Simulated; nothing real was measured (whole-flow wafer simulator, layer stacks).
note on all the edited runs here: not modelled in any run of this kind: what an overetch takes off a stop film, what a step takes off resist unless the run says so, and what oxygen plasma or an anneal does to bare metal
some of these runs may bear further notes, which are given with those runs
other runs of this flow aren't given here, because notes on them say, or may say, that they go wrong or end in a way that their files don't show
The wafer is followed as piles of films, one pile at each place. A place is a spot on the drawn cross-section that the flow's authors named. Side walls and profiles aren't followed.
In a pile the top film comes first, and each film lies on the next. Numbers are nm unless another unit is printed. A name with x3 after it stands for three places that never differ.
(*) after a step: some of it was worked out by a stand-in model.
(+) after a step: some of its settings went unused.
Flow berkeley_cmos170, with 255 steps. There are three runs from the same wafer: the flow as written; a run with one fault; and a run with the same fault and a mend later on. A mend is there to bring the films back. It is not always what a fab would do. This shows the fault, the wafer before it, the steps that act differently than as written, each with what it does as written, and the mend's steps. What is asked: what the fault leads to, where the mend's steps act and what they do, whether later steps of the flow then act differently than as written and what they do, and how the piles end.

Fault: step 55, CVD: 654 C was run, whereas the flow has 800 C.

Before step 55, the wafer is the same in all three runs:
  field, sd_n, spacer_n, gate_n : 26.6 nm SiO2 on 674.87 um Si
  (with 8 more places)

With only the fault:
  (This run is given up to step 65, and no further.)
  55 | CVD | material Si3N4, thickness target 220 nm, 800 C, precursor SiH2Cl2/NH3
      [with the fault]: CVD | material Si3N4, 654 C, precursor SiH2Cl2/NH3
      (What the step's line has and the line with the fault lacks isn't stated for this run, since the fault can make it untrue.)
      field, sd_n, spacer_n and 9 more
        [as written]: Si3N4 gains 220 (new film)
        [with the fault]: Si3N4 gains 15.5 (new film)
  Steps later in the flow that act otherwise than as written:
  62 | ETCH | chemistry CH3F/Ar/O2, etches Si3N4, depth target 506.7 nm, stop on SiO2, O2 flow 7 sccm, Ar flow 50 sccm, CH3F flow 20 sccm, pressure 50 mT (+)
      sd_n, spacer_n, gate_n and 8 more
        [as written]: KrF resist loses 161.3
        [with the fault]: KrF resist loses 25
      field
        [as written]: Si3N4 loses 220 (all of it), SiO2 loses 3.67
        [with the fault]: Si3N4 loses 15.5 (all of it), SiO2 loses 3.67
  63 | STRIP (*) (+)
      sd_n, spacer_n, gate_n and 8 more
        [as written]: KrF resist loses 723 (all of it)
        [with the fault]: KrF resist loses 859.4 (all of it)
  After step 65, at sd_n, spacer_n, gate_n and 8 more, the piles differ from the flow's by more than 2% or 0.5 nm, whichever is larger.
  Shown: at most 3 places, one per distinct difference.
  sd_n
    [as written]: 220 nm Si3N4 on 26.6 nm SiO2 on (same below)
    [with the fault]: 15.5 nm Si3N4 on 26.6 nm SiO2 on (same below)

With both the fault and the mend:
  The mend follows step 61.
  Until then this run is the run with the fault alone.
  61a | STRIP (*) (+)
      sd_n, spacer_n, gate_n and 8 more
        KrF resist loses 884.4 (all of it)
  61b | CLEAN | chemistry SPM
      alters no film at any place that is followed
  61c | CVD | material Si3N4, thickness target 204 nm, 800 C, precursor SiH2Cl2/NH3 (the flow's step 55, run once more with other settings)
      field, sd_n, spacer_n and 9 more
        Si3N4 gains 204
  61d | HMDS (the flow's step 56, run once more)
      alters no film at any place that is followed
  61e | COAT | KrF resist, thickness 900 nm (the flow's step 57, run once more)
      field, sd_n, spacer_n and 9 more
        KrF resist gains 900 (new film)
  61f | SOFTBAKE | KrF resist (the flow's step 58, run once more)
      alters no film at any place that is followed
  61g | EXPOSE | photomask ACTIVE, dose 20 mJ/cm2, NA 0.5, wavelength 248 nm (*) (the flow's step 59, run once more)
      alters no film at any place that is followed
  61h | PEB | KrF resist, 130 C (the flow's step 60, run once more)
      field, sd_n, spacer_n and 9 more
        KrF resist loses 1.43
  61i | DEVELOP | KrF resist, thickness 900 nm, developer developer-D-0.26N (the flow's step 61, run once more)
      sd_n, spacer_n, gate_n and 8 more
        KrF resist loses 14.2
      field
        KrF resist loses 898.6 (all of it)
  Later steps of the flow that are run all act as written at every place that is followed, up to a difference of at most 2% or 0.5 nm, whichever is larger.
  By the end, the piles equal the flow's at every place that both follow.
